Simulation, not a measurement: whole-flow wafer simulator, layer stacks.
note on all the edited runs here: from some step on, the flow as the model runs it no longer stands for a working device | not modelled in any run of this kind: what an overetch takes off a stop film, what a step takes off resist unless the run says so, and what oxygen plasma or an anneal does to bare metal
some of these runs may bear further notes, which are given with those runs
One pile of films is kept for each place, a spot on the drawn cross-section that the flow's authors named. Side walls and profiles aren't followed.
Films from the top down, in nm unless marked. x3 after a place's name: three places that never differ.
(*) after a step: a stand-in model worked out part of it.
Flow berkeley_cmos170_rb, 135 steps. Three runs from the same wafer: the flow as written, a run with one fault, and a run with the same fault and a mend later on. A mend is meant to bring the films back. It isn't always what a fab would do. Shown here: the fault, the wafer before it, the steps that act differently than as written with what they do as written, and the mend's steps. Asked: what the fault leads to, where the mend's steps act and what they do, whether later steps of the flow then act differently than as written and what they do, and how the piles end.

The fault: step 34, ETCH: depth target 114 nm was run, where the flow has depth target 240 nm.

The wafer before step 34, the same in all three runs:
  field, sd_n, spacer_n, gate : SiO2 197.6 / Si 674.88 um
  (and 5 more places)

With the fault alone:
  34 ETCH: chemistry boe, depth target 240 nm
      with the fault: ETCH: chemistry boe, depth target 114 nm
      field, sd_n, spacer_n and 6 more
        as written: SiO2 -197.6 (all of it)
        with the fault: SiO2 -114
  Later steps of the flow that act differently than as written (13 more steps differ only slightly, by at most 2% or 0.5 nm, whichever is larger, and aren't shown):
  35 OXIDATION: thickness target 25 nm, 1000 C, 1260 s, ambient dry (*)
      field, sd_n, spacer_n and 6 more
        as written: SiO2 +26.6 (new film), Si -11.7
        with the fault: SiO2 +12.5, Si -5.51
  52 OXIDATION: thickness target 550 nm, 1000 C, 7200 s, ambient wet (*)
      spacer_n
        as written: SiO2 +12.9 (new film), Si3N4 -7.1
        with the fault: SiO2 +12.9 (new film), Si3N4 -7.1, SiO2 +0.27, Si -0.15
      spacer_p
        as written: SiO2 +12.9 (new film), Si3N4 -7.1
        with the fault: SiO2 +12.9 (new film), Si3N4 -7.1, SiO2 +0.17, Si -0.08
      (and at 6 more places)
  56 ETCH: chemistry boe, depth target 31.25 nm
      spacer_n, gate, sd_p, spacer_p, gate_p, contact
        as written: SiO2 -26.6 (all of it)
        with the fault: SiO2 -31.2
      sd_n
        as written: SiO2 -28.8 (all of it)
        with the fault: SiO2 -31.3
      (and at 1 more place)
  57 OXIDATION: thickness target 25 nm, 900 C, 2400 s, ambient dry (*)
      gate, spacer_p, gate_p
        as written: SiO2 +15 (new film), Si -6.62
        with the fault: SiO2 +7.62, Si -3.35
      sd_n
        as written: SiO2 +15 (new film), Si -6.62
        with the fault: SiO2 +4.28, Si -1.88
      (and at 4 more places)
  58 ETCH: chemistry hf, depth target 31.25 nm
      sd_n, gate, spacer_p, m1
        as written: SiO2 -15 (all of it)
        with the fault: SiO2 -31.2
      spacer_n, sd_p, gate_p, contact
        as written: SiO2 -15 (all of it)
        with the fault: SiO2 -31.3
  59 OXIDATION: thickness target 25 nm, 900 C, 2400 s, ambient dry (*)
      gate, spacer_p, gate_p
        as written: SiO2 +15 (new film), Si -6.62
        with the fault: SiO2 +7.45, Si -3.28
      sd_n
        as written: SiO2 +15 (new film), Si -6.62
        with the fault: SiO2 +6.7, Si -2.95
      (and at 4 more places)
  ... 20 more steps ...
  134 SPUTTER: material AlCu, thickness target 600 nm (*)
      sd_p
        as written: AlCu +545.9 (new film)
        with the fault: AlCu +531.4 (new film)
  At the end the piles differ from the flow's by more than 2% or 0.5 nm, whichever is larger, at field, sd_n, gate, sd_p, gate_p, m1.
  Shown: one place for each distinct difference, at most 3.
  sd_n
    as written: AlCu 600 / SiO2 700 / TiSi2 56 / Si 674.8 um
    with the fault: AlCu 600 / SiO2 729.3 / Si 674.85 um
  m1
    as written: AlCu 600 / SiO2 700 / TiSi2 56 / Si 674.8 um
    with the fault: AlCu 600 / SiO2 741.9 / Si 674.85 um
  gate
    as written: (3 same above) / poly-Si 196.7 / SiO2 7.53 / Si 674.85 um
    with the fault: (3 same above) / poly-Si 196.7 / SiO2 21.4 / Si 674.87 um

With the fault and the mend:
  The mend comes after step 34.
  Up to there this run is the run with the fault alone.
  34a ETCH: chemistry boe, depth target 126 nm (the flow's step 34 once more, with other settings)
      field, sd_n, spacer_n and 6 more
        SiO2 -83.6 (all of it)
  No later step of the flow acts differently than as written at any place that is followed.
  At the end the piles are the same as the flow's at every place that both follow.
